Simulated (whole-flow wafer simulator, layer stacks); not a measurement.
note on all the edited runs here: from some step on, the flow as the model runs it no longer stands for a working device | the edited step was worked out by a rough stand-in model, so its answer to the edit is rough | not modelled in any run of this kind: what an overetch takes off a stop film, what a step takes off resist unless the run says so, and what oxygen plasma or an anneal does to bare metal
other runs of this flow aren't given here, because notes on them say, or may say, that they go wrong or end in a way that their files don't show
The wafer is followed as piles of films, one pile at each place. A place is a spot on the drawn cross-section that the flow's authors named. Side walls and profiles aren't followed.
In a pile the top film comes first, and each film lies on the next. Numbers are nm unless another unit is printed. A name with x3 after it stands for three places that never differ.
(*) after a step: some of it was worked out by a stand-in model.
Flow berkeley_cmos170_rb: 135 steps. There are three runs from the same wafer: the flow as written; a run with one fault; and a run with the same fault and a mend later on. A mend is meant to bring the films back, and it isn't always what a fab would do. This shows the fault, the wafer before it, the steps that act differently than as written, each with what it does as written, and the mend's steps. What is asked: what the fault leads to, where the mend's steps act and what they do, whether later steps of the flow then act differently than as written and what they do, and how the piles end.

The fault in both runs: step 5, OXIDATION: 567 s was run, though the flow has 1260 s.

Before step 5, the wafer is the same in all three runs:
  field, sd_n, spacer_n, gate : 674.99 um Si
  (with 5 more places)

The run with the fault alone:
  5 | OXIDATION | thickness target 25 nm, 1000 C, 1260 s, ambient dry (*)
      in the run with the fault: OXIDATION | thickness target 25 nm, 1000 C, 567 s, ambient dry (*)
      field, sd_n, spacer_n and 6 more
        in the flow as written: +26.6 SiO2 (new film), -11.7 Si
        in the run with the fault: +17.3 SiO2 (new film), -7.63 Si
  Steps further on in the flow that do not act as written:
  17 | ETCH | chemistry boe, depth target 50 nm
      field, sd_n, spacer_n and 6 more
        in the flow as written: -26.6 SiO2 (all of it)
        in the run with the fault: -17.3 SiO2 (all of it)
  The piles end only slightly different from the flow's at the places that both follow, by no more than 2% or 0.5 nm, whichever is larger.

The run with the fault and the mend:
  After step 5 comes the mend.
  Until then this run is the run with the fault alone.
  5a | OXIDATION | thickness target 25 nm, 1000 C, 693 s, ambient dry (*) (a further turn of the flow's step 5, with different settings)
      field, sd_n, spacer_n and 6 more
        +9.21 SiO2, -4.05 Si
  Every later step of the flow that is run acts as written at every place that is followed.
  By the end, the piles equal the flow's at every place that both follow.
